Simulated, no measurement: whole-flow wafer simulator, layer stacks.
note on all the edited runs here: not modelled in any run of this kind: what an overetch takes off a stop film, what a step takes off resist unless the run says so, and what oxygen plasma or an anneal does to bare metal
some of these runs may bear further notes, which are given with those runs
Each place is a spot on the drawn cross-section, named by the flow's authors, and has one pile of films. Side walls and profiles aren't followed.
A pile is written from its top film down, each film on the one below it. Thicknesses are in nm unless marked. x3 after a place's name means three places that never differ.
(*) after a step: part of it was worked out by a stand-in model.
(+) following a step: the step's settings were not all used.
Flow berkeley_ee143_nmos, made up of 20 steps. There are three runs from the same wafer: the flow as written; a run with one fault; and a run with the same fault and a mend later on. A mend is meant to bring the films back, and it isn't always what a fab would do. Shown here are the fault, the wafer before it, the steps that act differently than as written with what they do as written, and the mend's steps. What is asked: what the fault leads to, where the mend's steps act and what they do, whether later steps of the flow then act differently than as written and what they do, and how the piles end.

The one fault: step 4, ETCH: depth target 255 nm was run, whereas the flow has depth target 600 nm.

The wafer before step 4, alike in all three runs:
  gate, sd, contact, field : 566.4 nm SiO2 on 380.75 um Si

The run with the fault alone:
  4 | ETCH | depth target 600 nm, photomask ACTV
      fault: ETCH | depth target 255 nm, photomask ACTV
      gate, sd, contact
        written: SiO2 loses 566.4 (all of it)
        fault: SiO2 loses 255
  Steps further on in the flow that do not act as written:
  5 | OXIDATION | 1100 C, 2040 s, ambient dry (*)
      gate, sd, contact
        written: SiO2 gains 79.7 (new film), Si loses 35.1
        fault: SiO2 gains 18.9, Si loses 8.31
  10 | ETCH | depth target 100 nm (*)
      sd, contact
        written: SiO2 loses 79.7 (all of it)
        fault: SiO2 loses 100
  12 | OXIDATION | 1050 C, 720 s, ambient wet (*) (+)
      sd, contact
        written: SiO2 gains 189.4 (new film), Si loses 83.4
        fault: SiO2 gains 105.9, Si loses 46.6
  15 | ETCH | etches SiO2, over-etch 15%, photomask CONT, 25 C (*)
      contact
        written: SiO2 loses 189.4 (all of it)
        fault: SiO2 loses 336.2 (all of it)
  At gate, sd, the piles at the end differ from the flow's by more than 2% or 0.5 nm, whichever is larger.
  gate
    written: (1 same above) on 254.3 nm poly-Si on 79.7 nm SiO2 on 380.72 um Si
    fault: (1 same above) on 254.3 nm poly-Si on 330.3 nm SiO2 on 380.74 um Si
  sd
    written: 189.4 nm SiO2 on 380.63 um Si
    fault: 336.2 nm SiO2 on 380.7 um Si

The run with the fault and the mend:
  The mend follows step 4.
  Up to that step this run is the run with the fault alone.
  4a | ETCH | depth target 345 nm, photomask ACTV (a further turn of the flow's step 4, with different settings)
      gate, sd, contact
        SiO2 loses 311.4 (all of it)
  None of the later steps of the flow acts differently than as written at any place that is followed.
  The piles end the same as the flow's at every place that both follow.
